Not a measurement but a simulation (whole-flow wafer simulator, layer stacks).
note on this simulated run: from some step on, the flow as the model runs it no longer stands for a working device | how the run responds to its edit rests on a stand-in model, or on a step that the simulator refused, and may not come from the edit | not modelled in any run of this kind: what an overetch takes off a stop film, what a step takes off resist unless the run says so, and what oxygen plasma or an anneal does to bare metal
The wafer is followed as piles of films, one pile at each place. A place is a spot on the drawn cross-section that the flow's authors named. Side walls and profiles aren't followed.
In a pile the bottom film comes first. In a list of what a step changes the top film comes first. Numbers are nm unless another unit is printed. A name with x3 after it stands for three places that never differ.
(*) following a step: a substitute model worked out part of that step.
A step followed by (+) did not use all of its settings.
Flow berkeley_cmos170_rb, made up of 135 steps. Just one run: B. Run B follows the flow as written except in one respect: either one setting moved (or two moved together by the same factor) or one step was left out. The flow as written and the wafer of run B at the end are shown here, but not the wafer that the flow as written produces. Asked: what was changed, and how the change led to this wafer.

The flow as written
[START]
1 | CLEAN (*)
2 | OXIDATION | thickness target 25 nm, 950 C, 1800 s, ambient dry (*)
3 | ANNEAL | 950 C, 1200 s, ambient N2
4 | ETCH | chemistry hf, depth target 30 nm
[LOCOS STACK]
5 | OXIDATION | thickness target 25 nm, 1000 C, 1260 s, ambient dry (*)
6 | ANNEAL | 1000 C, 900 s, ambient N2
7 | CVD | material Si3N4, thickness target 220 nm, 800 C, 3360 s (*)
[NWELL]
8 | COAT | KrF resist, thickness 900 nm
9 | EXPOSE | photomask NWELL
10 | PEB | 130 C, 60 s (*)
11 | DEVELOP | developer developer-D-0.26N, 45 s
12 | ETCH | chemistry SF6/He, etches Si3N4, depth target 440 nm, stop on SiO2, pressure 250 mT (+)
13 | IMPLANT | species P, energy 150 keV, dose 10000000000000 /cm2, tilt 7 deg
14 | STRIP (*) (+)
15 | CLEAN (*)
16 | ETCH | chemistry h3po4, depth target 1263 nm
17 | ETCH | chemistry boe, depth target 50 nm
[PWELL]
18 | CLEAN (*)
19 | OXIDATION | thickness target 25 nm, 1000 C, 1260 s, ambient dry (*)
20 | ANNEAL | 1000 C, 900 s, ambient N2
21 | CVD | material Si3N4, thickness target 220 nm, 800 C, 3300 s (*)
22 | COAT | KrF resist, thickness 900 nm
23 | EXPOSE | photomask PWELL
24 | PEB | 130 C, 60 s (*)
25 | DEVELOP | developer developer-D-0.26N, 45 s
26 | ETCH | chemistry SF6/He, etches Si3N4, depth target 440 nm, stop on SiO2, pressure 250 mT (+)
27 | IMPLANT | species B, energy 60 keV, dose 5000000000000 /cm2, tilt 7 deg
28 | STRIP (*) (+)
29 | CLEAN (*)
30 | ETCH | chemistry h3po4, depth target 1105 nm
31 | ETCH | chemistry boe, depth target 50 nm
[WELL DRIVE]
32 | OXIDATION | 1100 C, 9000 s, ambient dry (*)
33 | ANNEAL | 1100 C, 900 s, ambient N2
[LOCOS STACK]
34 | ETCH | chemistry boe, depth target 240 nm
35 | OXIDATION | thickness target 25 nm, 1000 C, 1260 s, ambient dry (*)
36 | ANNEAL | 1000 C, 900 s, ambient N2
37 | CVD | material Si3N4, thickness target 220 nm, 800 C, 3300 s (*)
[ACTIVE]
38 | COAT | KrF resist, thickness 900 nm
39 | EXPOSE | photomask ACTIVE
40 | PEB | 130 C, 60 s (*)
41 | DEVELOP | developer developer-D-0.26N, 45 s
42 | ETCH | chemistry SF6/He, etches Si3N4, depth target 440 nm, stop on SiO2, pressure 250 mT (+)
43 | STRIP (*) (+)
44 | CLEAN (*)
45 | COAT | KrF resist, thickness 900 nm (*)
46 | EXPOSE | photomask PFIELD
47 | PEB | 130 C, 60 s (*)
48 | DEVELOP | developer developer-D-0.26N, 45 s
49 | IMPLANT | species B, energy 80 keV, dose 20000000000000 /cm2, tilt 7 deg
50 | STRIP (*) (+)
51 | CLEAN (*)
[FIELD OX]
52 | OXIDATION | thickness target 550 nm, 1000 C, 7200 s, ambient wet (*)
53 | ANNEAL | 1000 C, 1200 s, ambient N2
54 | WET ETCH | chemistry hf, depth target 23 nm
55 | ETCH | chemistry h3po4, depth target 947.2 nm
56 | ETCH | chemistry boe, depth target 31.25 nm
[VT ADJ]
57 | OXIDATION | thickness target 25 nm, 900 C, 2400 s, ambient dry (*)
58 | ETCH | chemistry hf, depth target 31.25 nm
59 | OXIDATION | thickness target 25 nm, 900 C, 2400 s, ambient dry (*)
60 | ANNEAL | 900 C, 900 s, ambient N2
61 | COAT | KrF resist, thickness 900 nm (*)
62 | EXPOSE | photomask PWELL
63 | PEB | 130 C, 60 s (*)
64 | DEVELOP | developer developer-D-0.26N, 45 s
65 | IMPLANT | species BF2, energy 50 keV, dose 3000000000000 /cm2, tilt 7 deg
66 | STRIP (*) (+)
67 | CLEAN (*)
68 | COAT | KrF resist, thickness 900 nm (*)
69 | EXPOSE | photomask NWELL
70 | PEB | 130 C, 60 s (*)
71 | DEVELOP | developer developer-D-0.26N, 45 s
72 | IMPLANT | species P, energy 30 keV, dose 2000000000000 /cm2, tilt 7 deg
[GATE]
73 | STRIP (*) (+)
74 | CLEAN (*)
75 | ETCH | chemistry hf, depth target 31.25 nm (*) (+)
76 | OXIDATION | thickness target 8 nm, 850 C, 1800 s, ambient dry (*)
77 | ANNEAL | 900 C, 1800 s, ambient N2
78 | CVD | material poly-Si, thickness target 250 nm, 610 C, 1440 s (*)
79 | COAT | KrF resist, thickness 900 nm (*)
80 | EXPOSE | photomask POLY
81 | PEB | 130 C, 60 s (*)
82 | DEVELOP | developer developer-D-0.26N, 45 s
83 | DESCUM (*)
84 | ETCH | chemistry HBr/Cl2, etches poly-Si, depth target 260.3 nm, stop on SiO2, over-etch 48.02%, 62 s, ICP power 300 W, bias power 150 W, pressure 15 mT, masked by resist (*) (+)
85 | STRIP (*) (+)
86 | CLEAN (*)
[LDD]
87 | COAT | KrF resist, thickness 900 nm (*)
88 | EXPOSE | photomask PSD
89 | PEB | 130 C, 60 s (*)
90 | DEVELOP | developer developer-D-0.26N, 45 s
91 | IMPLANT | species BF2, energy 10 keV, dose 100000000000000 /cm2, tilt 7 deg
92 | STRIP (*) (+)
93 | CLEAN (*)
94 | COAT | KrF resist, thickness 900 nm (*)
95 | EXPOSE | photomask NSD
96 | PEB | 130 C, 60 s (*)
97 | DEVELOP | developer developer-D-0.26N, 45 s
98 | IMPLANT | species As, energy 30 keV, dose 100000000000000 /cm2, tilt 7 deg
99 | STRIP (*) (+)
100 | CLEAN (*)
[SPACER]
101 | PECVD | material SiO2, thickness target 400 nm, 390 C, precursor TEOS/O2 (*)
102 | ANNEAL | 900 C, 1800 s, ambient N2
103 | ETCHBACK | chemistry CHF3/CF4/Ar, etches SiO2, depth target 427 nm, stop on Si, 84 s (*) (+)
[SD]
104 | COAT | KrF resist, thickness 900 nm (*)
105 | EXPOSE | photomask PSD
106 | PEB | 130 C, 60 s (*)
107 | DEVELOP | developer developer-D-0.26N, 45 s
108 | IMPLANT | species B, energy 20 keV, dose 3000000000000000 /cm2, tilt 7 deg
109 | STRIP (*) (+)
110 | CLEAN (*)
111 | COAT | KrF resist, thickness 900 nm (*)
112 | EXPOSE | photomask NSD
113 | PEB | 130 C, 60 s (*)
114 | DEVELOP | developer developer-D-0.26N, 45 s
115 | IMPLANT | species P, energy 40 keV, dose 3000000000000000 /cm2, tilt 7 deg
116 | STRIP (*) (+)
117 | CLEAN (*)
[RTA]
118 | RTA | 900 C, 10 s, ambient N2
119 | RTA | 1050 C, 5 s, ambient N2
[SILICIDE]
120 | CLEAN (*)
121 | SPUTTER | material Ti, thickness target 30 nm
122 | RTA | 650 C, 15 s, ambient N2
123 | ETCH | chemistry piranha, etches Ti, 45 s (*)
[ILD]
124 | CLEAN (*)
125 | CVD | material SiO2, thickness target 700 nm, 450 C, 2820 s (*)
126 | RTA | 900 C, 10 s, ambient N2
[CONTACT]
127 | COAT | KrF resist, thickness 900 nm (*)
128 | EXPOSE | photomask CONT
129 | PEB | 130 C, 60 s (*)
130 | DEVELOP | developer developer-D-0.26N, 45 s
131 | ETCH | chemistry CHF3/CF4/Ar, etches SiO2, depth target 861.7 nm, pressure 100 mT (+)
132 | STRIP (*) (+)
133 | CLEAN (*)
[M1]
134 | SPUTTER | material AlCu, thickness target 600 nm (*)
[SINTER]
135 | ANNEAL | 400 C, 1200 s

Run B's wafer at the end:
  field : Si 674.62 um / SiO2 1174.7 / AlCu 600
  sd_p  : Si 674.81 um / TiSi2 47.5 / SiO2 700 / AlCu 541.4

What caused this: step 58, ETCH: depth target 14.75 nm was run, while the flow as written has depth target 31.25 nm.

Step by step, how the change led to this:
  58 | ETCH | chemistry hf, depth target 31.25 nm
      field: SiO2 loses 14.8 (it would be, as written: SiO2 loses 31.2)
  121 | SPUTTER | material Ti, thickness target 30 nm
      sd_p: Ti gains 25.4 (new film) (it would be, as written: Ti gains 27.1 (new film))
  122 | RTA | 650 C, 15 s, ambient N2
      sd_p: Ti loses 19.8, TiSi2 C49 gains 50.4 (new film), Si loses 45 (it would be, as written: Ti loses 21.1, TiSi first gains 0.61 (new film), TiSi2 C49 gains 52.9 (new film), Si loses 47.6)
  126 | RTA | 900 C, 10 s, ambient N2
      sd_p: under 1 film: TiSi2 gains 47.5 (new film), TiSi2 C49 loses 50.4 (all of it) (it would be, as written: under 1 film: TiSi2 gains 50.7 (new film), TiSi first loses 0.61 (all of it), TiSi2 C49 loses 52.9 (all of it), Si loses 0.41)
